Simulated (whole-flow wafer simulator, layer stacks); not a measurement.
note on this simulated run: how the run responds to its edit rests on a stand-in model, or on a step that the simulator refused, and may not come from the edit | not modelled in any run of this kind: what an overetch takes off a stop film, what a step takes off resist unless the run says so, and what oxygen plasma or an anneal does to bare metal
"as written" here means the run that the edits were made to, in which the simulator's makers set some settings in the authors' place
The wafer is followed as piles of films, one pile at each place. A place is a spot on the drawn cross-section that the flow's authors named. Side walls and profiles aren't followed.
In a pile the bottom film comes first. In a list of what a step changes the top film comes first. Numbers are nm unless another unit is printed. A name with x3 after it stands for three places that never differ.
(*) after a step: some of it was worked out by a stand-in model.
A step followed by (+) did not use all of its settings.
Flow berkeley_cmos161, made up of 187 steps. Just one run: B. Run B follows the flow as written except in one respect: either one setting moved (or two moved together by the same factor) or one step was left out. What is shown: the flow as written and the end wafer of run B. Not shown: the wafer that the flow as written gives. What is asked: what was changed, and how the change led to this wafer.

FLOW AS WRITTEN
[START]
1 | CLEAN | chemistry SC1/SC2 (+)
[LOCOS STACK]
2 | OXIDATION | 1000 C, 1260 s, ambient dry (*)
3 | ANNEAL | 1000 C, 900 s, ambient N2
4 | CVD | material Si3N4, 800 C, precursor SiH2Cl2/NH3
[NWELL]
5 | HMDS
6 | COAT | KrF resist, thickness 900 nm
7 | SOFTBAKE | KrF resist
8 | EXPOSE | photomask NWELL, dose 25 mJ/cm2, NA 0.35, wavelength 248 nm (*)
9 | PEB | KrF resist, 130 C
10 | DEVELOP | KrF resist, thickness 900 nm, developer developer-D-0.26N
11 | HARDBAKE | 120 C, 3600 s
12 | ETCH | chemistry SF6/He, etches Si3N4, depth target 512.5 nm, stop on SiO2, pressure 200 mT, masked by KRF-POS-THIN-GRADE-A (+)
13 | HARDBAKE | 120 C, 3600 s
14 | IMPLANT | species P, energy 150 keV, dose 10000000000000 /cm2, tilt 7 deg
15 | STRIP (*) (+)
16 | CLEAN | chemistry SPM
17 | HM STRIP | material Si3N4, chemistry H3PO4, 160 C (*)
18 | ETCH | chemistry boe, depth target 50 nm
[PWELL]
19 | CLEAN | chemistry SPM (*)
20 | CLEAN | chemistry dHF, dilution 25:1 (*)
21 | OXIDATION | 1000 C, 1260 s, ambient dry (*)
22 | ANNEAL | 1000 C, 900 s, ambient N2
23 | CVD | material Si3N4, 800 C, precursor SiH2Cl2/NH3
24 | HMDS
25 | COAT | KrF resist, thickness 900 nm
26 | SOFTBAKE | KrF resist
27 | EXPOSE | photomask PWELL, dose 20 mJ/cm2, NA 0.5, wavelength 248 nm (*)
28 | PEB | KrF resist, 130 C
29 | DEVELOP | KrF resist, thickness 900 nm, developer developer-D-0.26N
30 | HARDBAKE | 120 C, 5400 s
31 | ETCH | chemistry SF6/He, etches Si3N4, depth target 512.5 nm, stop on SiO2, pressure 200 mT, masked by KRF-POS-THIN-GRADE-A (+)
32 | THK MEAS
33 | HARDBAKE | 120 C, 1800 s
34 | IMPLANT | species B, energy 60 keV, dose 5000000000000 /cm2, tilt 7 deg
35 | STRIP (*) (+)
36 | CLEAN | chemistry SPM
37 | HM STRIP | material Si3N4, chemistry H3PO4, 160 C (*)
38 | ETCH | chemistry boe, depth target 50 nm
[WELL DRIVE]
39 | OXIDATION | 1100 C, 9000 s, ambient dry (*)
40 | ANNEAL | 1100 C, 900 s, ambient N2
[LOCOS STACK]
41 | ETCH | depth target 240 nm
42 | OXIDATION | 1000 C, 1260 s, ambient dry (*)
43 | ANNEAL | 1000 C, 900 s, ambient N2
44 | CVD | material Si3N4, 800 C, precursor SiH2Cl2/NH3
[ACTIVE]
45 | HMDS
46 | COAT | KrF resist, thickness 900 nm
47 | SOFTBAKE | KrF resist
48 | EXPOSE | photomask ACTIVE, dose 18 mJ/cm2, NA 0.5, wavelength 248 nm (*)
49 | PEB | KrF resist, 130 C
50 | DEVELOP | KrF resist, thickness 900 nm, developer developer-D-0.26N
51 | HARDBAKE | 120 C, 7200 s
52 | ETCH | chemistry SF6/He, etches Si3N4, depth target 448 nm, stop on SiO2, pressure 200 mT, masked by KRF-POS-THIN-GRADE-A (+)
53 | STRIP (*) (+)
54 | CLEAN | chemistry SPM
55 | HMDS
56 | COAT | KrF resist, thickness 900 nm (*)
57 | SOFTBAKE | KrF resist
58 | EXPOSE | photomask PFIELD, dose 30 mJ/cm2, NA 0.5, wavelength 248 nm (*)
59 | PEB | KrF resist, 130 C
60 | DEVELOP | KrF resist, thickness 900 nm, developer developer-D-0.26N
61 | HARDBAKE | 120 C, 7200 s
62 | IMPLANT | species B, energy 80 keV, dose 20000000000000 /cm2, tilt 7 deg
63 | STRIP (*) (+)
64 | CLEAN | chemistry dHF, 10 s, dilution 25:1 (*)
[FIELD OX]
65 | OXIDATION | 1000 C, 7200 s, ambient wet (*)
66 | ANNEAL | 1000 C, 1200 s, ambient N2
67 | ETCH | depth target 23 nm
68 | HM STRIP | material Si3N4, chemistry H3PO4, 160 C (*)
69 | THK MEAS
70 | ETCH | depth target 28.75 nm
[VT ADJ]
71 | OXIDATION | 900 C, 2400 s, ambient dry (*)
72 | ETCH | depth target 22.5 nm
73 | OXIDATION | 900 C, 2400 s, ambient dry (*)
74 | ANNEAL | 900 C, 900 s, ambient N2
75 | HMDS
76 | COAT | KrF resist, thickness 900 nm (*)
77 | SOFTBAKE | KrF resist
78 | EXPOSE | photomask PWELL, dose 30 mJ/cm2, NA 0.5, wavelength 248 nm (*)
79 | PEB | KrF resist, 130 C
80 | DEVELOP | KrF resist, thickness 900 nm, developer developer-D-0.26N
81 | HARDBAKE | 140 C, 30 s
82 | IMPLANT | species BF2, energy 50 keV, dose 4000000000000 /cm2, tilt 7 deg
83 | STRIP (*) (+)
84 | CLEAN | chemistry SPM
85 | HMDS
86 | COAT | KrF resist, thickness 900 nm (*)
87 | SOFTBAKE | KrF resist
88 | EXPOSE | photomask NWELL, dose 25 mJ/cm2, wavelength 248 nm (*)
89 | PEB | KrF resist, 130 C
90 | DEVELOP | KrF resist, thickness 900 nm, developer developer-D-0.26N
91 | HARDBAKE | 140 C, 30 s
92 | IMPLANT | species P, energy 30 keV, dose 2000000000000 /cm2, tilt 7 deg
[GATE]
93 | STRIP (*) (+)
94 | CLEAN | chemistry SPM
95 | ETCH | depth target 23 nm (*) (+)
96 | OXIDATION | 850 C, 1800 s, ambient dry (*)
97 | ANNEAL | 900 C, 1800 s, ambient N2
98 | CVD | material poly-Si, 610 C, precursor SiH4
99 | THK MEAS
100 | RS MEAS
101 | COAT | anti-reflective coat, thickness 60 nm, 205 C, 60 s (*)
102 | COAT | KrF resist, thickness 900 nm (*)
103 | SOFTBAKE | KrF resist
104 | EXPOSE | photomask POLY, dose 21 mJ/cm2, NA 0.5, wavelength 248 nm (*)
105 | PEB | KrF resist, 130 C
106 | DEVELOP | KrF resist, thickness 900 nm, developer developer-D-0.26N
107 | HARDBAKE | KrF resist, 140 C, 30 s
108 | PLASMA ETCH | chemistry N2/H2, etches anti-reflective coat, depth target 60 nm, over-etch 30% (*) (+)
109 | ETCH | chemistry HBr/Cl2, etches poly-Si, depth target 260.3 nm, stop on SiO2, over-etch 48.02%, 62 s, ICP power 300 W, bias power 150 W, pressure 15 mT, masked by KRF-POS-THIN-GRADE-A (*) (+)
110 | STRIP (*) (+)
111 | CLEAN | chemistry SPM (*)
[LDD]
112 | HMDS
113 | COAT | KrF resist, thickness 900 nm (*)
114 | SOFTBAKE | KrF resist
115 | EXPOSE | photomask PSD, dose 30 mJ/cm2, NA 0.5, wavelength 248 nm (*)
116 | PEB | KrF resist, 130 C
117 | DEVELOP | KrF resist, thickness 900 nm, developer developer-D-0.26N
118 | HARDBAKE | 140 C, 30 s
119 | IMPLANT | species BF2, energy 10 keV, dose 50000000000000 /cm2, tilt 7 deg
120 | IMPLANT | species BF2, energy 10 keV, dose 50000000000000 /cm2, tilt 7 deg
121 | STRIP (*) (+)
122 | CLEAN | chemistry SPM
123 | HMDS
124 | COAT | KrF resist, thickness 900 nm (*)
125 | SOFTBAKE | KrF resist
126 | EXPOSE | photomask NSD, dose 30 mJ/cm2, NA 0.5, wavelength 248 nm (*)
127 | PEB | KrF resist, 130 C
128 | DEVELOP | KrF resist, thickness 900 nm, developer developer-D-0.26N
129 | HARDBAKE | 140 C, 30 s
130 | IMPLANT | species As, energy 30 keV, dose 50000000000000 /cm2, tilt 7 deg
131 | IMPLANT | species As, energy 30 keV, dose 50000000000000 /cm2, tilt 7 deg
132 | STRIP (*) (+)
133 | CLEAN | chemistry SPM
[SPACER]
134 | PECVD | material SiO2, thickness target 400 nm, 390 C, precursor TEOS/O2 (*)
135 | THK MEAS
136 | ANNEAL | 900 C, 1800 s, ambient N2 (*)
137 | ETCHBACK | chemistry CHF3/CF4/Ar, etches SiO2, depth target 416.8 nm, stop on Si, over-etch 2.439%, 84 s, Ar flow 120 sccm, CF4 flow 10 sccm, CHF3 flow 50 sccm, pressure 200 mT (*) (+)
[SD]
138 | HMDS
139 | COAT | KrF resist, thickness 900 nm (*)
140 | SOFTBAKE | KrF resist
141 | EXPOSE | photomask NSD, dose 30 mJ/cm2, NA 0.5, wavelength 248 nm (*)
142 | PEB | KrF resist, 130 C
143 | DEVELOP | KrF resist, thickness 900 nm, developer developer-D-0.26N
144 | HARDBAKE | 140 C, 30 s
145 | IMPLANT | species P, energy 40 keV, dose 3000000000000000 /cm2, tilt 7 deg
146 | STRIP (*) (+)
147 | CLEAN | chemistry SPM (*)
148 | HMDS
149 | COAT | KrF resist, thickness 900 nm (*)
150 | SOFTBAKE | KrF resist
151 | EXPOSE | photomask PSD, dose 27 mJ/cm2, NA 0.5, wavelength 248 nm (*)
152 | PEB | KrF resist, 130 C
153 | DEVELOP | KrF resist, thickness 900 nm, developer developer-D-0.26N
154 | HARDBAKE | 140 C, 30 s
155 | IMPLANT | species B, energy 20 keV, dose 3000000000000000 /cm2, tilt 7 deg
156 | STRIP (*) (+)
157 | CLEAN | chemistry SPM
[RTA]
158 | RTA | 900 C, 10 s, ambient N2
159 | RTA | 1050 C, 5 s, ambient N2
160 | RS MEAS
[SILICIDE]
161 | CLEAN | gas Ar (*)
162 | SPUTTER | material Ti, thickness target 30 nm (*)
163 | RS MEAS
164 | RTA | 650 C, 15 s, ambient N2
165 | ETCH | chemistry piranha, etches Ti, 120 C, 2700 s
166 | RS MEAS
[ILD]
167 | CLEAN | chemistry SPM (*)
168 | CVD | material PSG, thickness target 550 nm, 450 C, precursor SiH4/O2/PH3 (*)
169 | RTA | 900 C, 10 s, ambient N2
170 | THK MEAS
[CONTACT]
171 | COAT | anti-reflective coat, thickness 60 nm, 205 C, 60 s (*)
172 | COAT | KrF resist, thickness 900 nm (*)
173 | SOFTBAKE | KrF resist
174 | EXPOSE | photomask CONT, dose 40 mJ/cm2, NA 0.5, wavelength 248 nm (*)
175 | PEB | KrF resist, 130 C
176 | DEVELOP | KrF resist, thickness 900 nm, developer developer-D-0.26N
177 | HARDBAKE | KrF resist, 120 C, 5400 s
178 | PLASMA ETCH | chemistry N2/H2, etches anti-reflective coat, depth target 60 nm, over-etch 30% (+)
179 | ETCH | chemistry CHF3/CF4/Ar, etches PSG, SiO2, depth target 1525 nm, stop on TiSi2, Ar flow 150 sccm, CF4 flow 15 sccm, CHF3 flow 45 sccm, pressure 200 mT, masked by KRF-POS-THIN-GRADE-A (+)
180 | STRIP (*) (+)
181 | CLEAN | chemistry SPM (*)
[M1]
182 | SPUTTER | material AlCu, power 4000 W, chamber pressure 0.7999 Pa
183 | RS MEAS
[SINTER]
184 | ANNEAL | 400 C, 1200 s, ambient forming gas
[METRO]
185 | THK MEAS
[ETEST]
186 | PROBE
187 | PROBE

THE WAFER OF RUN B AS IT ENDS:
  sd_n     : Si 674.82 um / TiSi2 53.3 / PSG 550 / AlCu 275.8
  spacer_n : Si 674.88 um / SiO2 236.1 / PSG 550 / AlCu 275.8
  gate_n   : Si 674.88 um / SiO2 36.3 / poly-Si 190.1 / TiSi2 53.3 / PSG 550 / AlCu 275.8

Cause: step 41, ETCH: depth target 116 nm was run, while the flow as written has depth target 240 nm.

How this came from the change, step by step:
  41 | ETCH | depth target 240 nm
      field, sd_n, spacer_n and 6 more: SiO2 loses 116 (it would be, as written: SiO2 loses 197.6 (all of it))
  42 | OXIDATION | 1000 C, 1260 s, ambient dry (*)
      field, sd_n, spacer_n and 6 more: SiO2 gains 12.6, Si loses 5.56 (it would be, as written: SiO2 gains 26.6 (new film), Si loses 11.7)
  65 | OXIDATION | 1000 C, 7200 s, ambient wet (*)
      gate_n, gate_p, m1: SiO2 gains 12.1 (new film), Si3N4 loses 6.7, SiO2 gains 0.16 (it would be, as written: SiO2 gains 12.1 (new film), Si3N4 loses 6.7)
      spacer_n, spacer_p: SiO2 gains 12.1 (new film), Si3N4 loses 6.7, SiO2 gains 0.22, Si loses 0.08 (it would be, as written: SiO2 gains 12.1 (new film), Si3N4 loses 6.7)
      (as well as at 4 more places)
  70 | ETCH | depth target 28.75 nm
      spacer_n, gate_n, spacer_p, gate_p, contact, m1: SiO2 loses 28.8 (it would be, as written: SiO2 loses 24.8 (all of it))
      sd_n, sd_p: SiO2 loses 28.8 (it would be, as written: SiO2 loses 25 (all of it))
  71 | OXIDATION | 900 C, 2400 s, ambient dry (*)
      gate_n, gate_p, m1: SiO2 gains 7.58, Si loses 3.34 (it would be, as written: SiO2 gains 14.9 (new film), Si loses 6.57)
      spacer_n, spacer_p: SiO2 gains 7.58, Si loses 3.33 (it would be, as written: SiO2 gains 14.9 (new film), Si loses 6.57)
      (as well as at 3 more places)
  72 | ETCH | depth target 22.5 nm
      sd_n, spacer_n, gate_n, sd_p, spacer_p, gate_p, contact, m1: SiO2 loses 22.5 (it would be, as written: SiO2 loses 14.9 (all of it))
  73 | OXIDATION | 900 C, 2400 s, ambient dry (*)
      spacer_n, gate_n, spacer_p, gate_p, contact, m1: SiO2 gains 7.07, Si loses 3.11 (it would be, as written: SiO2 gains 14.9 (new film), Si loses 6.57)
      sd_n: SiO2 gains 6.68, Si loses 2.94 (it would be, as written: SiO2 gains 14.9 (new film), Si loses 6.57)
      (as well as at 1 more place)
  95 | ETCH | depth target 23 nm (*) (+)
      sd_n, spacer_n, gate_n, sd_p, spacer_p, gate_p, contact, m1: SiO2 loses 23 (it would be, as written: SiO2 loses 14.9 (all of it))
  96 | OXIDATION | 850 C, 1800 s, ambient dry (*)
      spacer_n, spacer_p, contact: SiO2 gains 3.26, Si loses 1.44 (it would be, as written: SiO2 gains 7.48 (new film), Si loses 3.29)
      gate_n, gate_p, m1: SiO2 gains 3.27, Si loses 1.44 (it would be, as written: SiO2 gains 7.48 (new film), Si loses 3.29)
      (as well as at 2 more places)
  101 | COAT | anti-reflective coat, thickness 60 nm, 205 C, 60 s (*)
      sd_n: anti-reflective coat gains 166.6 (new film) (it would be, as written: anti-reflective coat gains 173.5 (new film))
      spacer_n: anti-reflective coat gains 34 (new film) (it would be, as written: anti-reflective coat gains 28.7 (new film))
      (as well as at 4 more places)
  108 | PLASMA ETCH | chemistry N2/H2, etches anti-reflective coat, depth target 60 nm, over-etch 30% (*) (+)
      sd_n: anti-reflective coat loses 166.6 (all of it), poly-Si loses 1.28 (it would be, as written: anti-reflective coat loses 173.5 (all of it), poly-Si loses 1.33)
      spacer_n: anti-reflective coat loses 34 (all of it), poly-Si loses 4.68 (it would be, as written: anti-reflective coat loses 28.7 (all of it), poly-Si loses 5.05)
      (as well as at 2 more places)
  110 | STRIP (*) (+)
      gate_n: chemical SiO2 gains 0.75 (new film), KrF resist loses 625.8 (all of it), anti-reflective coat loses 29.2 (all of it), poly-Si loses 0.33 (it would be, as written: chemical SiO2 gains 0.75 (new film), KrF resist loses 626.8 (all of it), anti-reflective coat loses 23.7 (all of it), poly-Si loses 0.33)
      gate_p: chemical SiO2 gains 0.75 (new film), KrF resist loses 598 (all of it), anti-reflective coat loses 33.9 (all of it), poly-Si loses 0.33 (it would be, as written: chemical SiO2 gains 0.75 (new film), KrF resist loses 598.2 (all of it), anti-reflective coat loses 27.9 (all of it), poly-Si loses 0.33)
  137 | ETCHBACK | chemistry CHF3/CF4/Ar, etches SiO2, depth target 416.8 nm, stop on Si, over-etch 2.439%, 84 s, Ar flow 120 sccm, CF4 flow 10 sccm, CHF3 flow 50 sccm, pressure 200 mT (*) (+)
      sd_n: SiO2 loses 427 (it would be, as written: SiO2 loses 387.9 (all of it))
      sd_p: SiO2 loses 418.6 (all of it) (it would be, as written: SiO2 loses 373.4 (all of it))
      (as well as at 2 more places)
  139 | COAT | KrF resist, thickness 900 nm (*)
      sd_n: KrF resist gains 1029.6 (new film) (it would be, as written: KrF resist gains 1008.1 (new film))
      sd_p: KrF resist gains 1035.3 (new film) (it would be, as written: KrF resist gains 1012.1 (new film))
  143 | DEVELOP | KrF resist, thickness 900 nm, developer developer-D-0.26N
      sd_n: KrF resist loses 1027.9 (all of it) (it would be, as written: KrF resist loses 1006.5 (all of it))
  144 | HARDBAKE | 140 C, 30 s
      sd_p: KrF resist loses 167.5 (it would be, as written: KrF resist loses 163.7)
  ... 9 further steps ...
  182 | SPUTTER | material AlCu, power 4000 W, chamber pressure 0.7999 Pa
      sd_p: AlCu gains 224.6 (new film) (it would be, as written: AlCu gains 234.7 (new film))
